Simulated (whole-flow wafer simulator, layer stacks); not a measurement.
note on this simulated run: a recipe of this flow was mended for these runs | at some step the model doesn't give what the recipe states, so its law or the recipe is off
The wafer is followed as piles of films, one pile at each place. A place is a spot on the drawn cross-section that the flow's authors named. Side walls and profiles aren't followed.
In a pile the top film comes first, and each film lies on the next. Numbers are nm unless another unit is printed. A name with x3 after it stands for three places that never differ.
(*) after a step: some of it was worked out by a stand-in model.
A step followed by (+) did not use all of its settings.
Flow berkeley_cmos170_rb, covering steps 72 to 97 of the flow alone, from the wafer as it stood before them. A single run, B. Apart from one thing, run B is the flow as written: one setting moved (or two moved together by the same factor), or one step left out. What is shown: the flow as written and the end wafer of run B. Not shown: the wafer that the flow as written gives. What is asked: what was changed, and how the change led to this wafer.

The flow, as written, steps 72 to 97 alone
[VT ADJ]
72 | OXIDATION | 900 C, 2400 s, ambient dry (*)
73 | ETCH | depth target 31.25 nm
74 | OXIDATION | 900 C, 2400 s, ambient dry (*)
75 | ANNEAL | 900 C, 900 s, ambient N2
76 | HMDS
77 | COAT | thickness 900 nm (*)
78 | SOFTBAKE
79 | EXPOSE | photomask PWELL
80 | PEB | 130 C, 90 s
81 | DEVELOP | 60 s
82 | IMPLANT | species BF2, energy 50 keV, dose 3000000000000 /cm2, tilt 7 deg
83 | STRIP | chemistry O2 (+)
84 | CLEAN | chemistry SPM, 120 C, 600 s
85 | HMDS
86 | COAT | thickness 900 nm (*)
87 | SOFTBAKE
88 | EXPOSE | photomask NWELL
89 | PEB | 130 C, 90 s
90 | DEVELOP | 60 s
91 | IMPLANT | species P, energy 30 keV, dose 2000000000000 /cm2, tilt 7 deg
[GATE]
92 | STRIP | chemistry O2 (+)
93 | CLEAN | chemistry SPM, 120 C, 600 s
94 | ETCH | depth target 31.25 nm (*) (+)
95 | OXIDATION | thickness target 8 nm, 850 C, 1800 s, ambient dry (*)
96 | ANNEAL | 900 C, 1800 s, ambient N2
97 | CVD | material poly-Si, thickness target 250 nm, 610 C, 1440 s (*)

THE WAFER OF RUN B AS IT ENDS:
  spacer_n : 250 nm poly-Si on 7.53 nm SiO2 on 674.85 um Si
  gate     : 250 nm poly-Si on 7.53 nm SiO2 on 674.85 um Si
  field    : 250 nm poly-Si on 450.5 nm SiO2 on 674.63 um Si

What caused this: step 73, ETCH: depth target 12.5 nm was run, while the flow as written has depth target 31.25 nm.

Step by step, how the change led to this:
  73 | ETCH | depth target 31.25 nm
      sd_n, spacer_n, gate, sd_p, spacer_p, gate_p, contact, m1: -12.5 SiO2 (it would be, as written: -15 SiO2 (all of it))
      field: -12.5 SiO2 (it would be, as written: -31.2 SiO2)
  74 | OXIDATION | 900 C, 2400 s, ambient dry (*)
      sd_n, spacer_n, gate, sd_p, spacer_p, gate_p, contact, m1: +12.7 SiO2, -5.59 Si (it would be, as written: +15 SiO2 (new film), -6.62 Si)
